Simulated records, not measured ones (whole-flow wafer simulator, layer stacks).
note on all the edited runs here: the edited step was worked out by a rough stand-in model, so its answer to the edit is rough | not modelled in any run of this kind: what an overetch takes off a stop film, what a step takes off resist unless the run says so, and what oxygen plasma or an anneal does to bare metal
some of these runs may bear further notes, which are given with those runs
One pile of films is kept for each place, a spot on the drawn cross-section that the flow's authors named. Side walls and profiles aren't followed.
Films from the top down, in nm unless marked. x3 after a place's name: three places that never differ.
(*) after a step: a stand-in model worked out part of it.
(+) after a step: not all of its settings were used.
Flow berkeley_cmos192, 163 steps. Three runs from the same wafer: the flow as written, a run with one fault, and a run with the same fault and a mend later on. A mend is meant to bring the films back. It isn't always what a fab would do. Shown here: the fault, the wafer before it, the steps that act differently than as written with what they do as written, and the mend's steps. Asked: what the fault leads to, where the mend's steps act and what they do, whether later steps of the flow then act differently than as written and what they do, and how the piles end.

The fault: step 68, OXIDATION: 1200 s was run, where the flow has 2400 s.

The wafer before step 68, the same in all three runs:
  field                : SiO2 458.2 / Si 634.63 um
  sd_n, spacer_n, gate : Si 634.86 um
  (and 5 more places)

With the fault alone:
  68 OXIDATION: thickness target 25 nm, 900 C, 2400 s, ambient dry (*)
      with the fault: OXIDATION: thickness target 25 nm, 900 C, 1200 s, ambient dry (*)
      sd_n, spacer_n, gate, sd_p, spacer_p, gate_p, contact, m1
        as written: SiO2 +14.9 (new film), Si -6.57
        with the fault: SiO2 +9.67 (new film), Si -4.25
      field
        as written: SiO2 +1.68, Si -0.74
        with the fault: SiO2 +0.84, Si -0.37
  Later steps of the flow that act differently than as written (37 more steps differ only slightly, by at most 2% or 0.5 nm, whichever is larger, and aren't shown):
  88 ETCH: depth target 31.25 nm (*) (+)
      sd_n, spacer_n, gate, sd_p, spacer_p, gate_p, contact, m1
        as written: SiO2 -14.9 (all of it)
        with the fault: SiO2 -9.67 (all of it)
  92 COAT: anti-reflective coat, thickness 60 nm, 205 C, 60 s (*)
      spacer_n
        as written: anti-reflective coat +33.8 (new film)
        with the fault: anti-reflective coat +34.5 (new film)
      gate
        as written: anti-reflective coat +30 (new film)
        with the fault: anti-reflective coat +30.8 (new film)
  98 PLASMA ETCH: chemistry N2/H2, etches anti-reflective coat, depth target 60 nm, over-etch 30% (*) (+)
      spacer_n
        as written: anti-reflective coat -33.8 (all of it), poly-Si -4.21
        with the fault: anti-reflective coat -34.5 (all of it), poly-Si -4.13
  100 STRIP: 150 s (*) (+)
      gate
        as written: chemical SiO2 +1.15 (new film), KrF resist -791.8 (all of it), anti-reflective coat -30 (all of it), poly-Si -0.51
        with the fault: chemical SiO2 +1.15 (new film), KrF resist -789.5 (all of it), anti-reflective coat -30.8 (all of it), poly-Si -0.51
  At the end the piles differ from the flow's only slightly at the places that both follow, by at most 2% or 0.5 nm, whichever is larger.

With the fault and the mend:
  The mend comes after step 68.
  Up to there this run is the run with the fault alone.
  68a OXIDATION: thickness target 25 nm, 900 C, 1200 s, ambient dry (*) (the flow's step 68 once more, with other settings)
      sd_n, spacer_n, gate, sd_p, spacer_p, gate_p, contact, m1
        SiO2 +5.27, Si -2.32
      field
        SiO2 +0.84, Si -0.37
  No later step of the flow acts differently than as written at any place that is followed.
  At the end the piles are the same as the flow's at every place that both follow.
